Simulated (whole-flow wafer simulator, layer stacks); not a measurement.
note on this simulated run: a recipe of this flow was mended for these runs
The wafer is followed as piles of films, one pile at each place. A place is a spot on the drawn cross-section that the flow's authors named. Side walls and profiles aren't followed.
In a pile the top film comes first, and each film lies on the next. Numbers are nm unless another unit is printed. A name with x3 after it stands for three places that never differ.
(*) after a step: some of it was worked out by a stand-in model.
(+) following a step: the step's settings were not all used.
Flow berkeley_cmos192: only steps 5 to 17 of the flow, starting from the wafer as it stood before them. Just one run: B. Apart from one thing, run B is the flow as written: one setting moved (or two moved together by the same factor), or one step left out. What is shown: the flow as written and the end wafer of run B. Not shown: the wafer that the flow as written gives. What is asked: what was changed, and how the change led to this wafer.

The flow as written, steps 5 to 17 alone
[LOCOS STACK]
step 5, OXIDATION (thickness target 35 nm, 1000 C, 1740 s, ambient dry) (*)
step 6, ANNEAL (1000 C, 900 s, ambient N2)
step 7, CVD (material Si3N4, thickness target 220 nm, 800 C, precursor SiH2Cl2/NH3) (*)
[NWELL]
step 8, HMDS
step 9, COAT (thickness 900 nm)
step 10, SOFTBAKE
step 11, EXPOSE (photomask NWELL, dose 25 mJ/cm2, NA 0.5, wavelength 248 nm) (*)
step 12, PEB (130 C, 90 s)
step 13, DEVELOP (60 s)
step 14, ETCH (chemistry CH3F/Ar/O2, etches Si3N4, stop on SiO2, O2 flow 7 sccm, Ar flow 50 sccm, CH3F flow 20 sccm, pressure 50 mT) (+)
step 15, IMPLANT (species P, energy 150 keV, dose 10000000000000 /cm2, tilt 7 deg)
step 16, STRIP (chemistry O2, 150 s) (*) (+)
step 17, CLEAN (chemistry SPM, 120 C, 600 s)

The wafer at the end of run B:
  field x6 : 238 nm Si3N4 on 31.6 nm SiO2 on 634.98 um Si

Cause: step 7, CVD: thickness target 238 nm was run, while the flow as written has thickness target 220 nm.
One can read it off the wafer: field x6 has Si3N4 238, and step 7 as written asks for 220 nm.

How this came from the change, step by step:
  step 7, CVD (material Si3N4, thickness target 220 nm, 800 C, precursor SiH2Cl2/NH3) (*)
      field x6, sd_p x3: +238 Si3N4 (new film) (it would be, as written: +220 Si3N4 (new film))
  step 14, ETCH (chemistry CH3F/Ar/O2, etches Si3N4, stop on SiO2, O2 flow 7 sccm, Ar flow 50 sccm, CH3F flow 20 sccm, pressure 50 mT) (+)
      field x6: -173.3 KrF-resist (it would be, as written: -161.3 KrF-resist)
      sd_p x3: -238 Si3N4 (all of it), -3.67 SiO2 (it would be, as written: -220 Si3N4 (all of it), -3.67 SiO2)
